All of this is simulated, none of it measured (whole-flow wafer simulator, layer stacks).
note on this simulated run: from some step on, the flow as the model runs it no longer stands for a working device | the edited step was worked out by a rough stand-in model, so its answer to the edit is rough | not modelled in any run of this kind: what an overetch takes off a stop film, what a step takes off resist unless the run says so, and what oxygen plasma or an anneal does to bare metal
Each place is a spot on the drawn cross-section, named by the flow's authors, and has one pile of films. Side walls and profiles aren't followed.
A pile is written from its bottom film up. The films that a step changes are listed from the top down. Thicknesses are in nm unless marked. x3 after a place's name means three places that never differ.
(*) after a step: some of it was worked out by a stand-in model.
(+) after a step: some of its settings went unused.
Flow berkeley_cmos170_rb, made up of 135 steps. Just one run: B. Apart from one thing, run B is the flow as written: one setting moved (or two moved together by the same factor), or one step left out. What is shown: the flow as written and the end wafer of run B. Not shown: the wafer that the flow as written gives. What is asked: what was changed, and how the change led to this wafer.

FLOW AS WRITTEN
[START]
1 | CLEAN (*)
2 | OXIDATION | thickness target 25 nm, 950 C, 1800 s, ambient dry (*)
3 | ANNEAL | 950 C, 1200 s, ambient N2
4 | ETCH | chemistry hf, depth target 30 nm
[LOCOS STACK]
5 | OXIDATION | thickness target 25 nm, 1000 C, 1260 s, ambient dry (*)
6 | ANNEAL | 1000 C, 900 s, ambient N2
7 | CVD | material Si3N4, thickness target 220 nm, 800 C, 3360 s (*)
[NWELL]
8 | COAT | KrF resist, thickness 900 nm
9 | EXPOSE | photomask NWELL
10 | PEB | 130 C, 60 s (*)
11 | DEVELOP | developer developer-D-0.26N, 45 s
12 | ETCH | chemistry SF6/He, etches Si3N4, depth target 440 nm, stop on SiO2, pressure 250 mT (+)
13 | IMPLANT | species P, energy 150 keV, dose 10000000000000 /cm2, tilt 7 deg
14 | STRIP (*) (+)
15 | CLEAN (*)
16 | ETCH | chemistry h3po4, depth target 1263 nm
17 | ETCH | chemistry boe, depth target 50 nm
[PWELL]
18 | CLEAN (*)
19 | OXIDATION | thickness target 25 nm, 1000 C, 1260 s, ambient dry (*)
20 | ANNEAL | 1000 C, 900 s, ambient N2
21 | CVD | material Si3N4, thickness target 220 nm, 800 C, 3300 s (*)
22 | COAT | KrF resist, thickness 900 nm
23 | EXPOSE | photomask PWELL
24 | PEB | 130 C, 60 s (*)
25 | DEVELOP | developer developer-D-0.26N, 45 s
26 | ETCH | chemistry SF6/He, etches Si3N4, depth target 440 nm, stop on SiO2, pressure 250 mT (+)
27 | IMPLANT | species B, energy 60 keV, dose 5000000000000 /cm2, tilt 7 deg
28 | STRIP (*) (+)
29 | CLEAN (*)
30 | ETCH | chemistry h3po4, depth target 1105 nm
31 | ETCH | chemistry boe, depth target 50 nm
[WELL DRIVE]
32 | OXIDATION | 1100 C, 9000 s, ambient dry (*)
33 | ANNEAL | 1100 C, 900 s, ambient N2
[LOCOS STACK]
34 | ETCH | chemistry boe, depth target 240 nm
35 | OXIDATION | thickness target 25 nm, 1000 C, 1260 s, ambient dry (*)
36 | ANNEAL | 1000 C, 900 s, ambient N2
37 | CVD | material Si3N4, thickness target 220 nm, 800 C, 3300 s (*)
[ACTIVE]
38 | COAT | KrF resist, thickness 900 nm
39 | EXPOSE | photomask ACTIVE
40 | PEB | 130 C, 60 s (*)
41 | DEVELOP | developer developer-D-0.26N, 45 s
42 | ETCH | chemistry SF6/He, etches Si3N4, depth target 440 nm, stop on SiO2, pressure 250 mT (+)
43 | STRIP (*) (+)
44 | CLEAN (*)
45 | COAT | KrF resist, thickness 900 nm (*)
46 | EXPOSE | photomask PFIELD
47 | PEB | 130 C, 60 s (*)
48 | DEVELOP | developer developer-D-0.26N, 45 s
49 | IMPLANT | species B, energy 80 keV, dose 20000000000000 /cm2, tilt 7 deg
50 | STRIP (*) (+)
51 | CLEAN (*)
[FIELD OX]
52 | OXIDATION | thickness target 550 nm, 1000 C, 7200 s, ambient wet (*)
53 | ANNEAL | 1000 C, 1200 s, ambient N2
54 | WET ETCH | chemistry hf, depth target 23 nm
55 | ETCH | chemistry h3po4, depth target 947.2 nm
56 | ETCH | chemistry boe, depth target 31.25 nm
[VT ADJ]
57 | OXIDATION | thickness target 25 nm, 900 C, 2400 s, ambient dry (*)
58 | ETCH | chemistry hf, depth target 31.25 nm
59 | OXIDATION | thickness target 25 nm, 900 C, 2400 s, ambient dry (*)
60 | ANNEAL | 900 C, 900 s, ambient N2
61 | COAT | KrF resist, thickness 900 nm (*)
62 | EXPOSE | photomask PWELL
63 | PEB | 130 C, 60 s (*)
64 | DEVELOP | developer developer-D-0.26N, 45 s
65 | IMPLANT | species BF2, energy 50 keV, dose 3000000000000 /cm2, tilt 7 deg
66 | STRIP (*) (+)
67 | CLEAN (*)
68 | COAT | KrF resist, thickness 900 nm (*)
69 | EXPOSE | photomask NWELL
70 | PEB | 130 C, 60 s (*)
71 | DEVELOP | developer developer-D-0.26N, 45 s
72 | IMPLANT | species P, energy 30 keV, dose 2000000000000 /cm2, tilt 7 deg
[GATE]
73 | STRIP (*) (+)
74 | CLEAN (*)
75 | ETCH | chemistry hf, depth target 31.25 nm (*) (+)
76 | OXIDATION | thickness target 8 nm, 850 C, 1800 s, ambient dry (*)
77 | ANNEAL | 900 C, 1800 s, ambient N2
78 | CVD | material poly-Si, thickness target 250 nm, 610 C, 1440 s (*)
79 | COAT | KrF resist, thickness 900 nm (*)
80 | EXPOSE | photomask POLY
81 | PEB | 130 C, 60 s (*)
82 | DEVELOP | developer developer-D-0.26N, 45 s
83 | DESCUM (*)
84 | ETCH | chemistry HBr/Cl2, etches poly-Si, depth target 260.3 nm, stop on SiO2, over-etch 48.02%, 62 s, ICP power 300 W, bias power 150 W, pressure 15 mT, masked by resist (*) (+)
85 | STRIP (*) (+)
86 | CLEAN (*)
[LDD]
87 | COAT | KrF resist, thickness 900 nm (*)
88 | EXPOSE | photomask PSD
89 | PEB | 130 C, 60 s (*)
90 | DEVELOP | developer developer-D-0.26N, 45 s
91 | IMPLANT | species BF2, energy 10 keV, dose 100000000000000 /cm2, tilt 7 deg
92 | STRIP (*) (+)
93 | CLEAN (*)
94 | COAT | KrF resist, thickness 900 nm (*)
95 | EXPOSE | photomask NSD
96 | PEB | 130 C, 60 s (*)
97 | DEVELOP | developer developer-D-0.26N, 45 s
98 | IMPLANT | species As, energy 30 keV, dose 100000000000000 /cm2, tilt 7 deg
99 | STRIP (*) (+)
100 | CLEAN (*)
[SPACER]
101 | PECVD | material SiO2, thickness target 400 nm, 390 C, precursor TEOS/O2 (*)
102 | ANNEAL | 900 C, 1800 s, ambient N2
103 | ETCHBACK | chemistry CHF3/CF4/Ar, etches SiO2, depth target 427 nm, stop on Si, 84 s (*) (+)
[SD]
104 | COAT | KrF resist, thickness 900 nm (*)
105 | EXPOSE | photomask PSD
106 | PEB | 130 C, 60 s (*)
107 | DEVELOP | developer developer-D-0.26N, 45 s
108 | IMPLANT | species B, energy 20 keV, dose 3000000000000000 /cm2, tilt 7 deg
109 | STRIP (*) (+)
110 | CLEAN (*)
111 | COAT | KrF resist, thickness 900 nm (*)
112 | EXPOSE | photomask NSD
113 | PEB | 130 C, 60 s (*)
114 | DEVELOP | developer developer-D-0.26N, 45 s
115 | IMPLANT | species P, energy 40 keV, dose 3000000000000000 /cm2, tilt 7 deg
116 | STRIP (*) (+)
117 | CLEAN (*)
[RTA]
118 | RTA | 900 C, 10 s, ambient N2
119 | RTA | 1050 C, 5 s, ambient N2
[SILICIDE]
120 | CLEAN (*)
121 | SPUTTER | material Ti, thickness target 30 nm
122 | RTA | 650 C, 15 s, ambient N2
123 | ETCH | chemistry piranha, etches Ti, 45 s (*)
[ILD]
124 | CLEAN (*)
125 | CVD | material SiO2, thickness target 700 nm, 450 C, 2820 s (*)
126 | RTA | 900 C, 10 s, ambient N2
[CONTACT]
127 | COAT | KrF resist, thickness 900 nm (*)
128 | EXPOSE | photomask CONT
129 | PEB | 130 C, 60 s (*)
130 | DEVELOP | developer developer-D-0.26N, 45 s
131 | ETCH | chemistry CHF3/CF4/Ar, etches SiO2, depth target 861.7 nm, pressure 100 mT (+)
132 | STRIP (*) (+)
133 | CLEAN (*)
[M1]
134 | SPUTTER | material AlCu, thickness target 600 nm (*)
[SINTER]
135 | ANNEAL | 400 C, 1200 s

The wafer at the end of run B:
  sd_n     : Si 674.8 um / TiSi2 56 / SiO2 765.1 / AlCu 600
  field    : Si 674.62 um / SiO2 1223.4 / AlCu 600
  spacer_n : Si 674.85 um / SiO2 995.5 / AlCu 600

What caused this: step 125, CVD: thickness target 765.1 nm was run, though the flow has thickness target 700 nm; step 125, CVD: 3082 s was run, where the flow has 2820 s.
One can read it off the wafer: sd_n has SiO2 765.1, and step 125 as written asks for 700 nm.

How this came from the change, step by step:
  125 | CVD | material SiO2, thickness target 700 nm, 450 C, 2820 s (*)
      sd_n, gate, sd_p, gate_p, contact, m1: SiO2 gains 765.1 (new film) (as written it would have been: SiO2 gains 700 (new film))
      field, spacer_n, spacer_p: SiO2 gains 765.1 (as written it would have been: SiO2 gains 700)
  131 | ETCH | chemistry CHF3/CF4/Ar, etches SiO2, depth target 861.7 nm, pressure 100 mT (+)
      contact: SiO2 loses 765.1 (all of it), TiSi2 loses 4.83 (as written it would have been: SiO2 loses 700 (all of it), TiSi2 loses 8.08)
  134 | SPUTTER | material AlCu, thickness target 600 nm (*)
      contact: AlCu gains 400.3 (new film) (as written it would have been: AlCu gains 415.1 (new film))
